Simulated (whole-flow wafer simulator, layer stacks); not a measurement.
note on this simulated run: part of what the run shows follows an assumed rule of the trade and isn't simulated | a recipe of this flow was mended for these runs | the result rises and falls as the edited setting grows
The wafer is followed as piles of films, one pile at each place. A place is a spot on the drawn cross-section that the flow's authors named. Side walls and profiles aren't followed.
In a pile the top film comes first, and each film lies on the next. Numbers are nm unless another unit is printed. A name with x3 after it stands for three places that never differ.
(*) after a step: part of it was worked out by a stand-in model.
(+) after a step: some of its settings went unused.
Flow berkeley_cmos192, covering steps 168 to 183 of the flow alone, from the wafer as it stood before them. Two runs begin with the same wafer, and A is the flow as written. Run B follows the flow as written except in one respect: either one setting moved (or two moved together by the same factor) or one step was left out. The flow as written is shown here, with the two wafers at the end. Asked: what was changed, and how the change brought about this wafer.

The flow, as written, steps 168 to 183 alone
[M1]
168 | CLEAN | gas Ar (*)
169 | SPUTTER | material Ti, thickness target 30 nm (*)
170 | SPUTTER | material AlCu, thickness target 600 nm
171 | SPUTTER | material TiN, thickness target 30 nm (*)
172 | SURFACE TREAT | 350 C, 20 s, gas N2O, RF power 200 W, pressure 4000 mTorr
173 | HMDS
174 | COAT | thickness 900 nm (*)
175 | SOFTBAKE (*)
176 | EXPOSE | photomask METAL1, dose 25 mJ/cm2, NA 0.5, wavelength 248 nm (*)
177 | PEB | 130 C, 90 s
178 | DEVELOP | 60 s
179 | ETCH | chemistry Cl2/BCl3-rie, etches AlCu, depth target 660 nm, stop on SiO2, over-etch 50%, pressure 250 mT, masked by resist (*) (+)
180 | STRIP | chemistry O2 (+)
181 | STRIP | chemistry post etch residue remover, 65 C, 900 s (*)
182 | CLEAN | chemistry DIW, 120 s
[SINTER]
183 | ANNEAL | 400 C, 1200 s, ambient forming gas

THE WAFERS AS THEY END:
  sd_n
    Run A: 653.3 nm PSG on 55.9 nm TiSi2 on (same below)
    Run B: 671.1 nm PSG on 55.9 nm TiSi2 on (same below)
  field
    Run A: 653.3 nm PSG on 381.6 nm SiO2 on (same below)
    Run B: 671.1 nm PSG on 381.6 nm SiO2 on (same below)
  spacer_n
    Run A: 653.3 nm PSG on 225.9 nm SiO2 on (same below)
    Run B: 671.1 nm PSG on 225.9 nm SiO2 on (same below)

The reason: step 179, ETCH: depth target 565 nm was run, though the flow has depth target 660 nm.

The path from the change to this, step by step:
  179 | ETCH | chemistry Cl2/BCl3-rie, etches AlCu, depth target 660 nm, stop on SiO2, over-etch 50%, pressure 250 mT, masked by resist (*) (+)
      field, sd_n, spacer_n, gate, spacer_p, gate_p: A -30 TiN (all of it), -600 AlCu (all of it), -30 Ti (all of it), -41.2 PSG | B -30 TiN (all of it), -600 AlCu (all of it), -30 Ti (all of it), -23.4 PSG
      contact, m1: A -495 KrF-resist | B -544.1 KrF-resist
      (and at 1 other place as well)
  180 | STRIP | chemistry O2 (+)
      contact: A -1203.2 KrF-resist (all of it) | B -1154.1 KrF-resist (all of it)
      m1: A -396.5 KrF-resist (all of it) | B -347.3 KrF-resist (all of it)
